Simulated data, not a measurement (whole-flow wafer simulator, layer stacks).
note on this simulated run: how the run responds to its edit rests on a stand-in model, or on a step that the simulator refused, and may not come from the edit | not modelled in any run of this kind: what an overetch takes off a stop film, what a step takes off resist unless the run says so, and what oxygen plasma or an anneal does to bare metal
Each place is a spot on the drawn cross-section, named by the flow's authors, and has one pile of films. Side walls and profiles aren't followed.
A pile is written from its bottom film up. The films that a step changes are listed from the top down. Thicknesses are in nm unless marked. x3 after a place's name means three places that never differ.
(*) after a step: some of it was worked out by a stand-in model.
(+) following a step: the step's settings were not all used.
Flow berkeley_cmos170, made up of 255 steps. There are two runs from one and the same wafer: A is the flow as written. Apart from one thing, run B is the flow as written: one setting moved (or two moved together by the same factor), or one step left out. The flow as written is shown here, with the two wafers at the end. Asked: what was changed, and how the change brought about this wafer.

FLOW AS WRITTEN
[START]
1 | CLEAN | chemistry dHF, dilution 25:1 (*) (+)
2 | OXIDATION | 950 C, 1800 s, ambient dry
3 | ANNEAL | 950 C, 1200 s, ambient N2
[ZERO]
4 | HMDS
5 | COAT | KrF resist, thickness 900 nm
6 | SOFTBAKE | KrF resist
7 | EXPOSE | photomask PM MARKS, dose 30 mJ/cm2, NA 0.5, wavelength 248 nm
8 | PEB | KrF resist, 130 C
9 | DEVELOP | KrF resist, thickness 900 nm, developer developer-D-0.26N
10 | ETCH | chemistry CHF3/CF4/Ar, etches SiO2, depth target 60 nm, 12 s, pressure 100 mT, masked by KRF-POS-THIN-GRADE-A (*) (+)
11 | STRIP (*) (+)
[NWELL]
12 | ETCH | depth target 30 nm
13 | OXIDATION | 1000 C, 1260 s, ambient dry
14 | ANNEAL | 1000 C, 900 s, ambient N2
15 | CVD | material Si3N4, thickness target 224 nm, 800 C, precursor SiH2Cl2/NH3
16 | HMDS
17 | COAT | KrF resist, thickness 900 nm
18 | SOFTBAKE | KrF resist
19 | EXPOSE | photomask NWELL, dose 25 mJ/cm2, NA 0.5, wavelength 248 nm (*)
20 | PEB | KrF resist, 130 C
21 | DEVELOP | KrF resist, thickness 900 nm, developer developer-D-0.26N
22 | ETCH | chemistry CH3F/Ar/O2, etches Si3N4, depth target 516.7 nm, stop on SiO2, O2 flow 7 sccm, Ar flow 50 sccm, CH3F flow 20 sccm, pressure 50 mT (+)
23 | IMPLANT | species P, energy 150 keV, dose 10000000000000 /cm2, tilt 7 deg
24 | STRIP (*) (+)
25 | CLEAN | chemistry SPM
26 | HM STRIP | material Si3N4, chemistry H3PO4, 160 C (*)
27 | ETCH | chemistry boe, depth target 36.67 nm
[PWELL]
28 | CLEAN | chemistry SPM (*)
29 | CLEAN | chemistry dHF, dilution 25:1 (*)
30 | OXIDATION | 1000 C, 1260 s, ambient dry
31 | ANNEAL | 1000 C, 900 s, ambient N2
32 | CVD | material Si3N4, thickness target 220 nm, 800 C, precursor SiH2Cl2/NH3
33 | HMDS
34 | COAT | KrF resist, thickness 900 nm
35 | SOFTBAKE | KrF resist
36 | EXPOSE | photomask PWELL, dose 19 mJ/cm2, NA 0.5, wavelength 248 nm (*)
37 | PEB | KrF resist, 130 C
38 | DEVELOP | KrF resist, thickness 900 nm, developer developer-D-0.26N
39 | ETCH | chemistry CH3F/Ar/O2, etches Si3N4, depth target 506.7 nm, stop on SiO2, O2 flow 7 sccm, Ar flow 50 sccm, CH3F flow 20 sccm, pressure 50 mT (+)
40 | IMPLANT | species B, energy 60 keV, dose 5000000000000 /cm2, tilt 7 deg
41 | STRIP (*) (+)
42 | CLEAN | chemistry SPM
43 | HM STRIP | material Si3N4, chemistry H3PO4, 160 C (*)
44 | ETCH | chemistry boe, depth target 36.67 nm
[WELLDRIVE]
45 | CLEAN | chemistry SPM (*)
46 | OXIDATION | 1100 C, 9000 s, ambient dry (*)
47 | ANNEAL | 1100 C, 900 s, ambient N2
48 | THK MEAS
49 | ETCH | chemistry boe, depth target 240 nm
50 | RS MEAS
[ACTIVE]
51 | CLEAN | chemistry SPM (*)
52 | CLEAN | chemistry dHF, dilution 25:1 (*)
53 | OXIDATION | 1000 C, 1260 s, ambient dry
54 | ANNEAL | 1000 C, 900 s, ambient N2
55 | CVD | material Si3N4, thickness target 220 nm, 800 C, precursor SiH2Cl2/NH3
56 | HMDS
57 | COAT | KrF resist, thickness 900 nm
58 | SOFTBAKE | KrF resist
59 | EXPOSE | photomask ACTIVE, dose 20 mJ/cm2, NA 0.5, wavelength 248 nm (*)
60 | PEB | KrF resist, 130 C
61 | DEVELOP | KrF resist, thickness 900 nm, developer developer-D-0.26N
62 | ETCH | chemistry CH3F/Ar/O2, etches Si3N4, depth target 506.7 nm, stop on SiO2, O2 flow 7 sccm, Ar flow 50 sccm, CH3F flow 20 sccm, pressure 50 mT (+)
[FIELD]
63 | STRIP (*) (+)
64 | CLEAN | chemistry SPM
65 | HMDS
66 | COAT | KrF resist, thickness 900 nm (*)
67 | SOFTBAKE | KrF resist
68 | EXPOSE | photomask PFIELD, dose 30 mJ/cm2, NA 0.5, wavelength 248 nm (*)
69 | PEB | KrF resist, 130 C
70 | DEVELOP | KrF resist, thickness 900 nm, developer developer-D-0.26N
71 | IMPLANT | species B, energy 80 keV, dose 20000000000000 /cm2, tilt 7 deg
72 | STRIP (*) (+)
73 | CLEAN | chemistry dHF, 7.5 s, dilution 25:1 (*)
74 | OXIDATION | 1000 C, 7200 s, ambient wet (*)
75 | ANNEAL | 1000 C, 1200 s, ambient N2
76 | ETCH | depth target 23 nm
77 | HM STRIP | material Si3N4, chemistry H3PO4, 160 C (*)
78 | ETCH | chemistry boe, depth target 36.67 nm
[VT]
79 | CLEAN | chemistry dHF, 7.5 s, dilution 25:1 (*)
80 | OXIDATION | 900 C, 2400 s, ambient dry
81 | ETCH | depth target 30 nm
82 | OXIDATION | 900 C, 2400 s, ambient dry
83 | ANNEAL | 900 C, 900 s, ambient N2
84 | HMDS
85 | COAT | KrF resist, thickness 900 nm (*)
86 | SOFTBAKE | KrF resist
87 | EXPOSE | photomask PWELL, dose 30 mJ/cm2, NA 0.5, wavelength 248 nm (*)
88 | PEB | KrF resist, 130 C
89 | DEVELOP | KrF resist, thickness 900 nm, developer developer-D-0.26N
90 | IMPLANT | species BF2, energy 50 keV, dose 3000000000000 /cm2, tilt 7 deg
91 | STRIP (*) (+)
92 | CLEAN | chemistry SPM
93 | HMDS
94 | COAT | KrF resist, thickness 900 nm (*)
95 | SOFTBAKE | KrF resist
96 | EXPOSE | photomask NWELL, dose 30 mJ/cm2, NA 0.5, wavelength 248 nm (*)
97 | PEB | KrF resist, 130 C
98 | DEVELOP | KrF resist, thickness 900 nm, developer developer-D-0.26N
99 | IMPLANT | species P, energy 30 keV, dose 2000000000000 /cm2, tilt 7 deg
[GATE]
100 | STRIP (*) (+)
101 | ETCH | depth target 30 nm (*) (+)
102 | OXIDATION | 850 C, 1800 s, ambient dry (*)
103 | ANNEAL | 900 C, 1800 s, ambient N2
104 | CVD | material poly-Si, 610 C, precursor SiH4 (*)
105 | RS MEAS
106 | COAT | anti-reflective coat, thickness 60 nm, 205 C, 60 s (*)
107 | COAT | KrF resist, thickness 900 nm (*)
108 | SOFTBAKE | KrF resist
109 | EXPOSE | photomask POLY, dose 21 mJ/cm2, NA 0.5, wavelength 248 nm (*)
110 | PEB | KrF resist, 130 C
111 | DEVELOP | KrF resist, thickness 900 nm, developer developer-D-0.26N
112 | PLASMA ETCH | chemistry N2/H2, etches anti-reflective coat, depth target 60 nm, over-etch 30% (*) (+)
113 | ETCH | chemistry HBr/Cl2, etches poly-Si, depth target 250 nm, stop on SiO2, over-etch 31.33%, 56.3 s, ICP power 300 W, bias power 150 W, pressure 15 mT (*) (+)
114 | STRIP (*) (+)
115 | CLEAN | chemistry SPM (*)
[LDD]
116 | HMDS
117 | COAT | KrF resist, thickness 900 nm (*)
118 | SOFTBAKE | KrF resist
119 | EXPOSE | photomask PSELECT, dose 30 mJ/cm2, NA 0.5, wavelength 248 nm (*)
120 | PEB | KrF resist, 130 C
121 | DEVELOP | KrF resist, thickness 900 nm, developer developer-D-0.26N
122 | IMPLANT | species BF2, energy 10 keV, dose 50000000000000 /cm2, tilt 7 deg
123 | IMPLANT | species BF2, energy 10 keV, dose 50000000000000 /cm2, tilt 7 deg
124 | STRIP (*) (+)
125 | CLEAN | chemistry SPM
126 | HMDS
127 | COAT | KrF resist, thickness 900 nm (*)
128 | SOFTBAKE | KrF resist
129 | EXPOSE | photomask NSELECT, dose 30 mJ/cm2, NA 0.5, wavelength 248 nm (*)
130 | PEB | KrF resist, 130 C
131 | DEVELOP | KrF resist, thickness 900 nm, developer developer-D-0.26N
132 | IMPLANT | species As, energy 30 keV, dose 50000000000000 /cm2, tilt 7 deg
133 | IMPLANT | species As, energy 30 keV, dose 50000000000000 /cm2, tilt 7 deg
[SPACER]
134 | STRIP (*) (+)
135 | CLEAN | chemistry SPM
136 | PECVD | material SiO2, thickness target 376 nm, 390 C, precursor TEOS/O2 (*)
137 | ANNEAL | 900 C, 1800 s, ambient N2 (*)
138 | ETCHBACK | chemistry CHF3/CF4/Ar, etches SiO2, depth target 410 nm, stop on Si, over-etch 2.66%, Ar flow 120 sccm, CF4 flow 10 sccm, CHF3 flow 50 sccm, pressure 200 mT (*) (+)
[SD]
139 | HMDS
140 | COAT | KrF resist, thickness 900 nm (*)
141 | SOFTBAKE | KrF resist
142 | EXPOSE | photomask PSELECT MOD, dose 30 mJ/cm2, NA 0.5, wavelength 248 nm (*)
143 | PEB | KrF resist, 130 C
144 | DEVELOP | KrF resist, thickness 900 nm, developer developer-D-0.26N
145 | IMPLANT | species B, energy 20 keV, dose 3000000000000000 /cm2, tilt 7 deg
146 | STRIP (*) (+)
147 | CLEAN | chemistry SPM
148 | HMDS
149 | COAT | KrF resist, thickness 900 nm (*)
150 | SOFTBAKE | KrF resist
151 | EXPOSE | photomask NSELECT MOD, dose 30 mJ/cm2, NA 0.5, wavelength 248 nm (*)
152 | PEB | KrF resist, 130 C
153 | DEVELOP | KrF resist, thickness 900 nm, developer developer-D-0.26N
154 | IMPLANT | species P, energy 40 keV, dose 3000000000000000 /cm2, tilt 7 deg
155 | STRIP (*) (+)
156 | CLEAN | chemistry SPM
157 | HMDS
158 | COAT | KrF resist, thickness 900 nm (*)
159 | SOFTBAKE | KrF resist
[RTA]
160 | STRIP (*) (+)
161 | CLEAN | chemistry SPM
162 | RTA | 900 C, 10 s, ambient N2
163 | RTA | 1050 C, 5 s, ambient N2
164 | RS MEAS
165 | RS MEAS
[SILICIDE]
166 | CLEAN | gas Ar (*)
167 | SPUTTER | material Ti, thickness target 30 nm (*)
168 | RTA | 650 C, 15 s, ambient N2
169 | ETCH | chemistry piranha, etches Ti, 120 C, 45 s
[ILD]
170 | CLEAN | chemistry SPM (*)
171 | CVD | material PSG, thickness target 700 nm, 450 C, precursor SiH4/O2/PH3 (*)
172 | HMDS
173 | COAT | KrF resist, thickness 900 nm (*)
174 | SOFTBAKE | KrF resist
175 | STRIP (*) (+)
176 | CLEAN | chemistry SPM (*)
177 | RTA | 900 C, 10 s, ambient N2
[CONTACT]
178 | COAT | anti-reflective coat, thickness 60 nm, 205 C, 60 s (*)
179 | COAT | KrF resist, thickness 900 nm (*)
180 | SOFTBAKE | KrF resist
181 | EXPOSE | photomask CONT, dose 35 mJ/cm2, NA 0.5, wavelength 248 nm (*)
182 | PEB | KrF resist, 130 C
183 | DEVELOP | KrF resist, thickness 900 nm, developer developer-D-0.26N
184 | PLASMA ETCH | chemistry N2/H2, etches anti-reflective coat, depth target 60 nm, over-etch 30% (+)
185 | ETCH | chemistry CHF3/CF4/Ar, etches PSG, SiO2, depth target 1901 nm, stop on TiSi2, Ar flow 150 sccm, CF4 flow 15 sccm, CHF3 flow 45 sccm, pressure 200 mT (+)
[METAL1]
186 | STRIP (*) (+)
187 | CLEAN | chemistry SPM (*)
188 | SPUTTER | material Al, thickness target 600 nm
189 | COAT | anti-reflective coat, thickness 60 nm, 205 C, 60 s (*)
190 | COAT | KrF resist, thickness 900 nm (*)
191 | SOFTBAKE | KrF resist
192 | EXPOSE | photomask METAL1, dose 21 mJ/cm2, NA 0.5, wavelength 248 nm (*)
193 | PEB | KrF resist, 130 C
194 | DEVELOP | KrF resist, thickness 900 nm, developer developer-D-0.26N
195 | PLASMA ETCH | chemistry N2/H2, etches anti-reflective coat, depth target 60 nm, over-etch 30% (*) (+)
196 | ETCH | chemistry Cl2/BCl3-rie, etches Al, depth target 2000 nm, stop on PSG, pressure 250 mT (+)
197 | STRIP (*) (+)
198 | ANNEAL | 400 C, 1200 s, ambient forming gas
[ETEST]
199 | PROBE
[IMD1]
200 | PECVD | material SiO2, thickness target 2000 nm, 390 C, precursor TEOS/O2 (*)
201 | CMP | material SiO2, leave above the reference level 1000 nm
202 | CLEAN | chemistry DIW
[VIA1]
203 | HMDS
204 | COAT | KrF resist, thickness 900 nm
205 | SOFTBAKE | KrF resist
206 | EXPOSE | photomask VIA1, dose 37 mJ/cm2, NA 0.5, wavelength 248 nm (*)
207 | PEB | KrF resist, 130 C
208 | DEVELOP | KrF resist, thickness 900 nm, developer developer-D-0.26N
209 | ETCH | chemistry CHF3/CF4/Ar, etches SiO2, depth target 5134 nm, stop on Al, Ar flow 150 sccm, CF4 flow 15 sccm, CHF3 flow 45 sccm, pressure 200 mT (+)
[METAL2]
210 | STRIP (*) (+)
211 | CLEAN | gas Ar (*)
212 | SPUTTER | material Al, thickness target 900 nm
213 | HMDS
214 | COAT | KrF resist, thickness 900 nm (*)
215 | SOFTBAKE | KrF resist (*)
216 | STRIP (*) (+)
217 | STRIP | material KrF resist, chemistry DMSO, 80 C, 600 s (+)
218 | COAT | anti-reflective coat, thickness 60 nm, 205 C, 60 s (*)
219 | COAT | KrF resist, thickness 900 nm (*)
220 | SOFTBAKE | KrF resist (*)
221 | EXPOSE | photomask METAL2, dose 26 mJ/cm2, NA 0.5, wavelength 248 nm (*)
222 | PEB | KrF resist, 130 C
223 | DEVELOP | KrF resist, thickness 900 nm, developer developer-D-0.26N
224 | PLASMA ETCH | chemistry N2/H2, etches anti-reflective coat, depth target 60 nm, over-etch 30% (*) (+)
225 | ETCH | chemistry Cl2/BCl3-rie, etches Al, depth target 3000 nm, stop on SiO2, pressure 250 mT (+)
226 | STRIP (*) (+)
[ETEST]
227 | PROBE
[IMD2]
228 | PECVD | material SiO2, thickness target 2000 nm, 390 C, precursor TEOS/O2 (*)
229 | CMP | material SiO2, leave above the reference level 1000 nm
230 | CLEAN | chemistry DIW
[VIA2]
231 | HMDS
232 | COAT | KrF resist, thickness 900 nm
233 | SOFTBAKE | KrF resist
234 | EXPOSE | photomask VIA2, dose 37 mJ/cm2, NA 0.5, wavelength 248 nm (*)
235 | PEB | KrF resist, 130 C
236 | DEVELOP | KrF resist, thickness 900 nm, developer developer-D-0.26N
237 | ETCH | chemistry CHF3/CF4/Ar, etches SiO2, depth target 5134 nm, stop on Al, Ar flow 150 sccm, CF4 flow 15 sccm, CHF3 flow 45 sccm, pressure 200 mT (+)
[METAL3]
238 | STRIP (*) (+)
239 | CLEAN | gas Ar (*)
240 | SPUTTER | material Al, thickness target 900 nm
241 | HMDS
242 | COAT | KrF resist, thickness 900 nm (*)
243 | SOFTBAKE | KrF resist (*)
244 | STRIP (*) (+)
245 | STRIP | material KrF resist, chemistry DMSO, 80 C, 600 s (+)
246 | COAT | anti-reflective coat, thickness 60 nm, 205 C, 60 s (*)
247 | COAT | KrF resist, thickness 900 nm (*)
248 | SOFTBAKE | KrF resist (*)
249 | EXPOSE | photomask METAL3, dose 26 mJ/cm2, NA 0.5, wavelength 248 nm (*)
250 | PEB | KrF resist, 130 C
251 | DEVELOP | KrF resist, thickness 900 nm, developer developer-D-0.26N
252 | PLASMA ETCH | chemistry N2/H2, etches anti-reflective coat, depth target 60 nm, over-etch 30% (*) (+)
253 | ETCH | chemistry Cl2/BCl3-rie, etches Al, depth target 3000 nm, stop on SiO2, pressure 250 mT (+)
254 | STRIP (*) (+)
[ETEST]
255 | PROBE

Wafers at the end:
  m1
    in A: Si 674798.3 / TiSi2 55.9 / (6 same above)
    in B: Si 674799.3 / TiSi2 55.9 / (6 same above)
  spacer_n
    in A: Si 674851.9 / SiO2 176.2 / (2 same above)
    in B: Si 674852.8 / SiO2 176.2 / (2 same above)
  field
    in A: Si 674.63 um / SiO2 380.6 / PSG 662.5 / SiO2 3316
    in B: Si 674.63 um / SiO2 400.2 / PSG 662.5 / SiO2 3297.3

The reason: step 78, ETCH: depth target 16.87 nm was run, though the flow has depth target 36.67 nm.

The path from the change to this, step by step:
  78 | ETCH | chemistry boe, depth target 36.67 nm
      sd_n, spacer_n, gate_n and 8 more: A -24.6 SiO2 (all of it) | B -16.9 SiO2
      field: A -36.7 SiO2 | B -16.9 SiO2
  79 | CLEAN | chemistry dHF, 7.5 s, dilution 25:1 (*)
      sd_n, spacer_n, gate_n and 8 more: A nothing | B -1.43 SiO2
  80 | OXIDATION | 900 C, 2400 s, ambient dry
      spacer_n, gate_n, spacer_p and 6 more: A +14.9 SiO2 (new film), -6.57 Si | B +12.8 SiO2, -5.62 Si
      sd_n, sd_p: A +14.9 SiO2 (new film), -6.57 Si | B +12.8 SiO2, -5.61 Si
  81 | ETCH | depth target 30 nm
      spacer_n, gate_n, spacer_p and 6 more: A -14.9 SiO2 (all of it) | B -19 SiO2 (all of it)
      sd_n, sd_p: A -14.9 SiO2 (all of it) | B -19.1 SiO2 (all of it)
  106 | COAT | anti-reflective coat, thickness 60 nm, 205 C, 60 s (*)
      field: A +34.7 anti-reflective coat (new film) | B +35.5 anti-reflective coat (new film)
      sd_n: A +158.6 anti-reflective coat (new film) | B +176.6 anti-reflective coat (new film)
      (also at 8 further places)
  112 | PLASMA ETCH | chemistry N2/H2, etches anti-reflective coat, depth target 60 nm, over-etch 30% (*) (+)
      field: A -34.7 anti-reflective coat (all of it), -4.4 poly-Si | B -35.5 anti-reflective coat (all of it), -4.97 poly-Si
      sd_n: A -158.6 anti-reflective coat (all of it), -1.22 poly-Si | B -176.6 anti-reflective coat (all of it), -1.36 poly-Si
      (also at 8 further places)
  114 | STRIP (*) (+)
      gate_n: A +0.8 chemical SiO2 (new film), -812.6 KrF resist (all of it), -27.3 anti-reflective coat (all of it), -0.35 poly-Si | B +0.8 chemical SiO2 (new film), -829.7 KrF resist (all of it), -22.9 anti-reflective coat (all of it), -0.35 poly-Si
      gate_p: A +0.8 chemical SiO2 (new film), -782.1 KrF resist (all of it), -29.6 anti-reflective coat (all of it), -0.35 poly-Si | B +0.8 chemical SiO2 (new film), -791.6 KrF resist (all of it), -27.3 anti-reflective coat (all of it), -0.35 poly-Si
  178 | COAT | anti-reflective coat, thickness 60 nm, 205 C, 60 s (*)
      sd_n: A +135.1 anti-reflective coat (new film) | B +147.2 anti-reflective coat (new film)
      gate_n: A +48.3 anti-reflective coat (new film) | B +49.5 anti-reflective coat (new film)
      (also at 3 further places)
  184 | PLASMA ETCH | chemistry N2/H2, etches anti-reflective coat, depth target 60 nm, over-etch 30% (+)
      field, sd_n, spacer_n and 8 more: A -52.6 KrF resist | B -53.7 KrF resist
      contact: A -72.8 anti-reflective coat (all of it), -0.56 PSG | B -74.3 anti-reflective coat (all of it), -0.57 PSG
  186 | STRIP (*) (+)
      sd_n: A -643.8 KrF resist (all of it), -135.1 anti-reflective coat (all of it) | B -641.6 KrF resist (all of it), -147.2 anti-reflective coat (all of it)
      gate_n: A -553.1 KrF resist (all of it), -48.3 anti-reflective coat (all of it) | B -562 KrF resist (all of it), -49.5 anti-reflective coat (all of it)
      (also at 2 further places)
  189 | COAT | anti-reflective coat, thickness 60 nm, 205 C, 60 s (*)
      gate_n: A +48 anti-reflective coat (new film) | B +49.2 anti-reflective coat (new film)
      sd_p: A +86.5 anti-reflective coat (new film) | B +89.2 anti-reflective coat (new film)
      (also at 2 further places)
  195 | PLASMA ETCH | chemistry N2/H2, etches anti-reflective coat, depth target 60 nm, over-etch 30% (*) (+)
      contact, m1, via1, m2, via2: A -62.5 KrF resist | B -64.4 KrF resist
      gate_n: A -48 anti-reflective coat (all of it) | B -49.2 anti-reflective coat (all of it)
      (also at 1 further place)
  196 | ETCH | chemistry Cl2/BCl3-rie, etches Al, depth target 2000 nm, stop on PSG, pressure 250 mT (+)
      sd_p: A -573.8 Al (all of it), -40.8 PSG | B -566.1 Al (all of it), -41.7 PSG
  197 | STRIP (*) (+)
      m1: A -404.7 KrF resist (all of it), -63 anti-reflective coat (all of it) | B -408.9 KrF resist (all of it), -61.7 anti-reflective coat (all of it)
      m2: A -412.9 KrF resist (all of it), -61.1 anti-reflective coat (all of it) | B -418.7 KrF resist (all of it), -58.5 anti-reflective coat (all of it)
  201 | CMP | material SiO2, leave above the reference level 1000 nm
      field: A -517 SiO2 | B -535.8 SiO2
